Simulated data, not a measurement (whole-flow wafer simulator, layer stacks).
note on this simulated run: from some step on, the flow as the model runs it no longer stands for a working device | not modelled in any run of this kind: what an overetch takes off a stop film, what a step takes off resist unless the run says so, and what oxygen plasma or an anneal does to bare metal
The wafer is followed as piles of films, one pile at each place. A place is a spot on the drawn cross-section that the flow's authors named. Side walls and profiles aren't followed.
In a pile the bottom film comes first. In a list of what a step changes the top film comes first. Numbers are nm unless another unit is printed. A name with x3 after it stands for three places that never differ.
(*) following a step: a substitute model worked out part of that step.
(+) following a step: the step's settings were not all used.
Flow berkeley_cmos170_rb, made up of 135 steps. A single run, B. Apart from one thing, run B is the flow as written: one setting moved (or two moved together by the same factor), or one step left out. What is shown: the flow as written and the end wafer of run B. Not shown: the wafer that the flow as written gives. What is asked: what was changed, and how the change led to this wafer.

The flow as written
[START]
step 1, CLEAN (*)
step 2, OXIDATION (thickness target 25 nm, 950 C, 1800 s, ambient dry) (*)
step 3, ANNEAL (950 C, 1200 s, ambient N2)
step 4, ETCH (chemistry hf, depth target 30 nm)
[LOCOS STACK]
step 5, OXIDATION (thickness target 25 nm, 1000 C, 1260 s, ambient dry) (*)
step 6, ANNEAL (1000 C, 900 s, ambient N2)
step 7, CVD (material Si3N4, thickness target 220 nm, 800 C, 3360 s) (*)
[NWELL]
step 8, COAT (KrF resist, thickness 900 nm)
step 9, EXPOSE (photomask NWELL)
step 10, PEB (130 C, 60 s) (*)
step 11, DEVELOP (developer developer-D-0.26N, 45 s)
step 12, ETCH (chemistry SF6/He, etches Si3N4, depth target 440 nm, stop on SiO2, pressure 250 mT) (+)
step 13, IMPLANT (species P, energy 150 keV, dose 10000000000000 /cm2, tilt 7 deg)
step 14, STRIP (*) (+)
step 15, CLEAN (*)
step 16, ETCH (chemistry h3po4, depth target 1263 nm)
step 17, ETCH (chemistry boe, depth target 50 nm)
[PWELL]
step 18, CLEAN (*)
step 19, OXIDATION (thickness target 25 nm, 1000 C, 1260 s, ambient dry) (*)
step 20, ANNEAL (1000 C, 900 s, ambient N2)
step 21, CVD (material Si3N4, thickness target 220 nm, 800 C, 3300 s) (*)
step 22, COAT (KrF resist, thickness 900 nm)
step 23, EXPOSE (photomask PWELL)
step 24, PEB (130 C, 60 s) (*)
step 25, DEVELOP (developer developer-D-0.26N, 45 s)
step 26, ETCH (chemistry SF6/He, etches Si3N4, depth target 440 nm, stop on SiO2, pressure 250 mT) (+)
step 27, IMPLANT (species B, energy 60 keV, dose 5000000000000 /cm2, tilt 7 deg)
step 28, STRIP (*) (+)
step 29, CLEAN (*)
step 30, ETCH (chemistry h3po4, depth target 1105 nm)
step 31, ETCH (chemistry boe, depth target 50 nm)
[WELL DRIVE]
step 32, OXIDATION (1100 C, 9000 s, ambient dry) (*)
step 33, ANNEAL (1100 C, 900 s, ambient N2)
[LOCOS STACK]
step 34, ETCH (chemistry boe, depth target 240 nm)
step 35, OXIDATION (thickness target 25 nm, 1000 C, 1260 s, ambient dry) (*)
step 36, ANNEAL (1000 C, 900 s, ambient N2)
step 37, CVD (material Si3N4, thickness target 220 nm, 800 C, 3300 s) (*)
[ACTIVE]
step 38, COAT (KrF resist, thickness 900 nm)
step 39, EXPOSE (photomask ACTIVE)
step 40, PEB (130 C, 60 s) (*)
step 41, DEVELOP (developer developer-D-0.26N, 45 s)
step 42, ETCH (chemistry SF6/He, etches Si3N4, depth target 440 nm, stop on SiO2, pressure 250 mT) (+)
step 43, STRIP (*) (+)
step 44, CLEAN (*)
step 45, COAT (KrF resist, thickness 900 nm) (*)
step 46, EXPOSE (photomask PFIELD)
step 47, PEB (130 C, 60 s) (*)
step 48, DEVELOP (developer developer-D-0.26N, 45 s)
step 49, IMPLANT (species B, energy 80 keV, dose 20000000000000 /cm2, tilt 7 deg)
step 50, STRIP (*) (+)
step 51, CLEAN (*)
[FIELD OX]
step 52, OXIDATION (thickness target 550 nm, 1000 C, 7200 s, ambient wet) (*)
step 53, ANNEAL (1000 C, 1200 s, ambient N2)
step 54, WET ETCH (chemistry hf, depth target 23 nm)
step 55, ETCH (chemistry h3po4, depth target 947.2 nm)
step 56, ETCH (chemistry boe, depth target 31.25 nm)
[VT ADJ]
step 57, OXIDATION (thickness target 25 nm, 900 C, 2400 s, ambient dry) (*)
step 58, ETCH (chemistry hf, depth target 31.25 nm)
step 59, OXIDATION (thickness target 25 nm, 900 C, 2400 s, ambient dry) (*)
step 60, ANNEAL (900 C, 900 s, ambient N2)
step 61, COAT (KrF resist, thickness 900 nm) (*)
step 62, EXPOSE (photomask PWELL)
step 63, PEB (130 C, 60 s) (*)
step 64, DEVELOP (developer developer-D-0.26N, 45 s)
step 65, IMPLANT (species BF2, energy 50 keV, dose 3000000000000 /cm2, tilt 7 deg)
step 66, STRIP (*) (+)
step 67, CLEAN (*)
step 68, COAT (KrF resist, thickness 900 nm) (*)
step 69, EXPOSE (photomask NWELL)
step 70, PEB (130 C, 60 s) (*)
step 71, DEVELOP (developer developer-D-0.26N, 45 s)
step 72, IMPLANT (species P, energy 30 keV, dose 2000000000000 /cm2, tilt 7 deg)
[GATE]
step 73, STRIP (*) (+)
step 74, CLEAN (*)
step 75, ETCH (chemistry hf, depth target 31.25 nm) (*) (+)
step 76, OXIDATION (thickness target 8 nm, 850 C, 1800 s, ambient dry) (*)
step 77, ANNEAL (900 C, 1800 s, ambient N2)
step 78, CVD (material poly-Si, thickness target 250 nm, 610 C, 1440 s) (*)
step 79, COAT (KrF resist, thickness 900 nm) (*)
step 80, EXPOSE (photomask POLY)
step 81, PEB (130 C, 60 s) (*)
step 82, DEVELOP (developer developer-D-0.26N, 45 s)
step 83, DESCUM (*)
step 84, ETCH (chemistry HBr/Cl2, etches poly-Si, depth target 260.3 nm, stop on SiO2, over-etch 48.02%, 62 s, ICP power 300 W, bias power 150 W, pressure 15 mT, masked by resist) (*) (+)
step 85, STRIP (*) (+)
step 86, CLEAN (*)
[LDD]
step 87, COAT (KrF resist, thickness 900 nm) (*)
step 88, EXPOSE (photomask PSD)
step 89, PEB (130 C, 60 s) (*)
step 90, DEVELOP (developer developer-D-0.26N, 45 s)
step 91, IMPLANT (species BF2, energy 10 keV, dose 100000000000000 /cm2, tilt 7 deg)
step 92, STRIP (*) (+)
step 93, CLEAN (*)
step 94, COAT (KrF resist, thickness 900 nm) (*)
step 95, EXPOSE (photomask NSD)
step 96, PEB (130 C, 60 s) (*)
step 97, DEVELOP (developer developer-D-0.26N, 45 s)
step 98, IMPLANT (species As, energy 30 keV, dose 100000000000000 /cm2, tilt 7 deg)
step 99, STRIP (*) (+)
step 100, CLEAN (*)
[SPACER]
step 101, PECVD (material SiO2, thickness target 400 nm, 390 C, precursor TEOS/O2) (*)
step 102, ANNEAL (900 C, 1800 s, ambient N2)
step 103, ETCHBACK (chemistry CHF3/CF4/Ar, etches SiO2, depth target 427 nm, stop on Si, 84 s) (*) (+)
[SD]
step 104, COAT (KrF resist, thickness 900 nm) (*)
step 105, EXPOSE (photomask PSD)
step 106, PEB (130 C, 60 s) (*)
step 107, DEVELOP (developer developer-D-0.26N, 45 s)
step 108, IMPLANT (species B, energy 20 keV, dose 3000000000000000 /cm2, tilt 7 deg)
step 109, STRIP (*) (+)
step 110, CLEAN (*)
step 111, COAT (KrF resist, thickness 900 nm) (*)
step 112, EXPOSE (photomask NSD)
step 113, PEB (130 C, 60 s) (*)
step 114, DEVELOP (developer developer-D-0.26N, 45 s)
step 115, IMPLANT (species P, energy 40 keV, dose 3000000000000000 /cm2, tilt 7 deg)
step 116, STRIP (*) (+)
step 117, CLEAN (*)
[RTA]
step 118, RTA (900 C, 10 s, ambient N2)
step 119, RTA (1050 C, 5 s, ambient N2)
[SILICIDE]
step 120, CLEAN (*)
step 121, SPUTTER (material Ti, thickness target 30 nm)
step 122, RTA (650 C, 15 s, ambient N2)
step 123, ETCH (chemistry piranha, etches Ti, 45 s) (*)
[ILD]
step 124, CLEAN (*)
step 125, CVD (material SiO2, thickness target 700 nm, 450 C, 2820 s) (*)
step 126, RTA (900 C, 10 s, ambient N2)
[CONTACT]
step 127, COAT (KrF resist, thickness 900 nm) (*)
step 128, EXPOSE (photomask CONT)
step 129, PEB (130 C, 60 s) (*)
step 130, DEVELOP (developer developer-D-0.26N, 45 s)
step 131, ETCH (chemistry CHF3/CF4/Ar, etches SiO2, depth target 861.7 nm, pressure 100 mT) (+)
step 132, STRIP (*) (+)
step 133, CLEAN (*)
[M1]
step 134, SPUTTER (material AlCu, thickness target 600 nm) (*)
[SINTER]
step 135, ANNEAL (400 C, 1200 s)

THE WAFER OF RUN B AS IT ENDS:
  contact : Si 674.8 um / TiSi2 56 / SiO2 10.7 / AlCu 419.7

What caused this: step 131, ETCH: depth target 689.3 nm was run, whereas the flow has depth target 861.7 nm.

The path from the change to this, step by step:
  step 131, ETCH (chemistry CHF3/CF4/Ar, etches SiO2, depth target 861.7 nm, pressure 100 mT) (+)
      contact: SiO2 loses 689.3 (as written it would have been: SiO2 loses 700 (all of it), TiSi2 loses 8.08)
      field, sd_n, spacer_n, gate, sd_p, spacer_p, gate_p, m1: KrF resist loses 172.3 (as written it would have been: KrF resist loses 215.4)
  step 132, STRIP (*) (+)
      field: KrF resist loses 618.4 (all of it) (as written it would have been: KrF resist loses 575.3 (all of it))
      sd_n: KrF resist loses 823.5 (all of it) (as written it would have been: KrF resist loses 780.4 (all of it))
      (also at 6 further places)
